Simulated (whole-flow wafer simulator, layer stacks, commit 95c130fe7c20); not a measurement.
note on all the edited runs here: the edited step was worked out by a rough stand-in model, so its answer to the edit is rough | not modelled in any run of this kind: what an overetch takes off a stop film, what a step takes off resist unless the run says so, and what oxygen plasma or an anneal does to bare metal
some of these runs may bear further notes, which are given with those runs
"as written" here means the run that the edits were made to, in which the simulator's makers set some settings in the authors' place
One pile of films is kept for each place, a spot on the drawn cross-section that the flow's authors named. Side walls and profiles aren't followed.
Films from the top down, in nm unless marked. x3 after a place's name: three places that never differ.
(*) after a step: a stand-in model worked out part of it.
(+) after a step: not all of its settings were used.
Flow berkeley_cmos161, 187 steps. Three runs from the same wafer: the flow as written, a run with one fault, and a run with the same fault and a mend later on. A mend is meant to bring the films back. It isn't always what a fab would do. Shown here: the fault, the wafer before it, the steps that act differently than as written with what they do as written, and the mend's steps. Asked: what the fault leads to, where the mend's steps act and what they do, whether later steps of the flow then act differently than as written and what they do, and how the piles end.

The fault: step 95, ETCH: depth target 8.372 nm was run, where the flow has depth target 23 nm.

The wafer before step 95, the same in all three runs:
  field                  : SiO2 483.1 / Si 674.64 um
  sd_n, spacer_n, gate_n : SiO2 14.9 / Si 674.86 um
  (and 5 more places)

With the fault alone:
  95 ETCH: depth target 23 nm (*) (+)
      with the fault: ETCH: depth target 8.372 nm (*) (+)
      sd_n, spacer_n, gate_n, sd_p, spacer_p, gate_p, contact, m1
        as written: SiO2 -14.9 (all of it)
        with the fault: SiO2 -8.37
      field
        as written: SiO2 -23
        with the fault: SiO2 -8.37
  Later steps of the flow that act differently than as written (34 more steps differ only slightly, by at most 2% or 0.5 nm, whichever is larger, and aren't shown):
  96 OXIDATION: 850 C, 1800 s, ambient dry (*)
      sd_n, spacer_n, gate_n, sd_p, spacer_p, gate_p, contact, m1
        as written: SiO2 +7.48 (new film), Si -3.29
        with the fault: SiO2 +4.88, Si -2.15
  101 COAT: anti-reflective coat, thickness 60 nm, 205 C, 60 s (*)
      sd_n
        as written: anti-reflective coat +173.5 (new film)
        with the fault: anti-reflective coat +181.3 (new film)
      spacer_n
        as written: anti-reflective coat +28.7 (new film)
        with the fault: anti-reflective coat +26.9 (new film)
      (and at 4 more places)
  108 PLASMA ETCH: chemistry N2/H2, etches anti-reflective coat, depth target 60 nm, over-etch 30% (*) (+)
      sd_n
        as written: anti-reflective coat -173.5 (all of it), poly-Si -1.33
        with the fault: anti-reflective coat -181.3 (all of it), poly-Si -1.39
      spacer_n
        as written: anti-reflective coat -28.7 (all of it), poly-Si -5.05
        with the fault: anti-reflective coat -26.9 (all of it), poly-Si -5.35
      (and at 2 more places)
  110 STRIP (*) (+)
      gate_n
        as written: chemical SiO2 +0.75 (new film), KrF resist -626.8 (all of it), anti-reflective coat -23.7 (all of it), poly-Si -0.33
        with the fault: chemical SiO2 +0.75 (new film), KrF resist -633.2 (all of it), anti-reflective coat -21.9 (all of it), poly-Si -0.33
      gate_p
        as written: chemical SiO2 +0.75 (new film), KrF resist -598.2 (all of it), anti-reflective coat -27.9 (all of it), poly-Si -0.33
        with the fault: chemical SiO2 +0.75 (new film), KrF resist -601.9 (all of it), anti-reflective coat -27 (all of it), poly-Si -0.33
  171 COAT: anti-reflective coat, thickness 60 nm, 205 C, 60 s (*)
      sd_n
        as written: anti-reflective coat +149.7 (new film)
        with the fault: anti-reflective coat +161 (new film)
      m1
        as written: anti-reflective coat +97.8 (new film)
        with the fault: anti-reflective coat +101 (new film)
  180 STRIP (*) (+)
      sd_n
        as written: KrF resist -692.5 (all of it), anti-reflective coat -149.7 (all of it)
        with the fault: KrF resist -690.1 (all of it), anti-reflective coat -161 (all of it)
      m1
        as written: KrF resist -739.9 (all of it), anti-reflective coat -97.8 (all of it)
        with the fault: KrF resist -745 (all of it), anti-reflective coat -101 (all of it)
  At the end the piles differ from the flow's by more than 2% or 0.5 nm, whichever is larger, at field, gate_n, gate_p.
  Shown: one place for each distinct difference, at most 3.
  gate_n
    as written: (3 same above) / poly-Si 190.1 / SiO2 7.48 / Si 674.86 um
    with the fault: (3 same above) / poly-Si 190.1 / SiO2 11.4 / Si 674.86 um
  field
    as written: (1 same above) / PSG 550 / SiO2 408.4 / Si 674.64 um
    with the fault: (1 same above) / PSG 550 / SiO2 423 / Si 674.64 um

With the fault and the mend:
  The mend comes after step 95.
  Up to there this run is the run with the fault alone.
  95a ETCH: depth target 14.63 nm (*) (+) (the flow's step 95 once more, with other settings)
      sd_n, spacer_n, gate_n, sd_p, spacer_p, gate_p, contact, m1
        SiO2 -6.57 (all of it)
      field
        SiO2 -14.6
  No later step of the flow acts differently than as written, at any place that is followed, by more than 2% or 0.5 nm, whichever is larger.
  At the end the piles are the same as the flow's at every place that both follow.
